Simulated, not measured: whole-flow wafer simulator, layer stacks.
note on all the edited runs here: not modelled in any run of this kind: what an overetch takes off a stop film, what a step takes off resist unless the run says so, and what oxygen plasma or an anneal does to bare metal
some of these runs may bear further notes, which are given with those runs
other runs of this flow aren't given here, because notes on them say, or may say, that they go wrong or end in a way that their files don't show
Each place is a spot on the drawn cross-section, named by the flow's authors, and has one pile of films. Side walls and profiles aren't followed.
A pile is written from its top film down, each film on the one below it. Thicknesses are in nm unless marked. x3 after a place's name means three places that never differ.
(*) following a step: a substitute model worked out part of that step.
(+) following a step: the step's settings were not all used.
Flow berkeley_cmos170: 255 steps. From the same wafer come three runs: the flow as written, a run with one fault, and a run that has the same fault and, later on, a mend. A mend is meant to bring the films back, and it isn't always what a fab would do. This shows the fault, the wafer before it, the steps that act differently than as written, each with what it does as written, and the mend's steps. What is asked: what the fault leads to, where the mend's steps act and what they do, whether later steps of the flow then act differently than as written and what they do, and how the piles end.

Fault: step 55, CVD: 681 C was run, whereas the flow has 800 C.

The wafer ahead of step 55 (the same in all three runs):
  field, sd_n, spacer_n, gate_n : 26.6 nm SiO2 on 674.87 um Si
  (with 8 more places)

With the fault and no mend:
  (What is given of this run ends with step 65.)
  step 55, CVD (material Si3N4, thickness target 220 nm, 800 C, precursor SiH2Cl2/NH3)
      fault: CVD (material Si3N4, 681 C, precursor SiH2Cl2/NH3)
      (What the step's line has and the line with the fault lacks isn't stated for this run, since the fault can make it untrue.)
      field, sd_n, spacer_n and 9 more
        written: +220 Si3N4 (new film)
        fault: +29.3 Si3N4 (new film)
  Later steps of the flow acting differently than as written:
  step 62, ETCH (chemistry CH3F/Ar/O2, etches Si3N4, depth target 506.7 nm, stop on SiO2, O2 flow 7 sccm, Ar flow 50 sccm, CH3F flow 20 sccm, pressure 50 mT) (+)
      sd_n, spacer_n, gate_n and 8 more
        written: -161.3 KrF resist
        fault: -34.2 KrF resist
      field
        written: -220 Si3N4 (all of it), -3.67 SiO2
        fault: -29.3 Si3N4 (all of it), -3.67 SiO2
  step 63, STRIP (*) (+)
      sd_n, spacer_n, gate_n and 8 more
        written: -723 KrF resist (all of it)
        fault: -850.2 KrF resist (all of it)
  After step 65, at sd_n, spacer_n, gate_n and 8 more, the piles differ from the flow's by more than 2% or 0.5 nm, whichever is larger.
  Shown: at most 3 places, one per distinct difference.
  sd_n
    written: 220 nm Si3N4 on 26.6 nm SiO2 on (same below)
    fault: 29.3 nm Si3N4 on 26.6 nm SiO2 on (same below)

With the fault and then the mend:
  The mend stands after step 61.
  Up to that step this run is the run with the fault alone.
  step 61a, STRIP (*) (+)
      sd_n, spacer_n, gate_n and 8 more
        -884.4 KrF resist (all of it)
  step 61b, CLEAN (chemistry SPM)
      leaves every film unchanged at each place that is followed
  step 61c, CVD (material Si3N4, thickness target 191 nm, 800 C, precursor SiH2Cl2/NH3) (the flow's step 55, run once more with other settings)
      field, sd_n, spacer_n and 9 more
        +191 Si3N4
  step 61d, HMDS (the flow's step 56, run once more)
      leaves every film unchanged at each place that is followed
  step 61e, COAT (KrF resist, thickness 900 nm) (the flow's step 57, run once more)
      field, sd_n, spacer_n and 9 more
        +900 KrF resist (new film)
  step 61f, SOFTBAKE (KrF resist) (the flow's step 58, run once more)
      leaves every film unchanged at each place that is followed
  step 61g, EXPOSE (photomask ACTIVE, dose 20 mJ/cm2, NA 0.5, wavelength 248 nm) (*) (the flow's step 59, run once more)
      leaves every film unchanged at each place that is followed
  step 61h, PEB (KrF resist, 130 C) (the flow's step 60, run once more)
      field, sd_n, spacer_n and 9 more
        -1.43 KrF resist
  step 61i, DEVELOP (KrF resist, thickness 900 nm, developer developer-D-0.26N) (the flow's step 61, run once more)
      sd_n, spacer_n, gate_n and 8 more
        -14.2 KrF resist
      field
        -898.6 KrF resist (all of it)
  Later steps of the flow that are run all act as written at every place that is followed, up to a difference of at most 2% or 0.5 nm, whichever is larger.
  When the end is reached, the piles differ only a little from the flow's at the places that both follow, at most by 2% or 0.5 nm, whichever is larger.
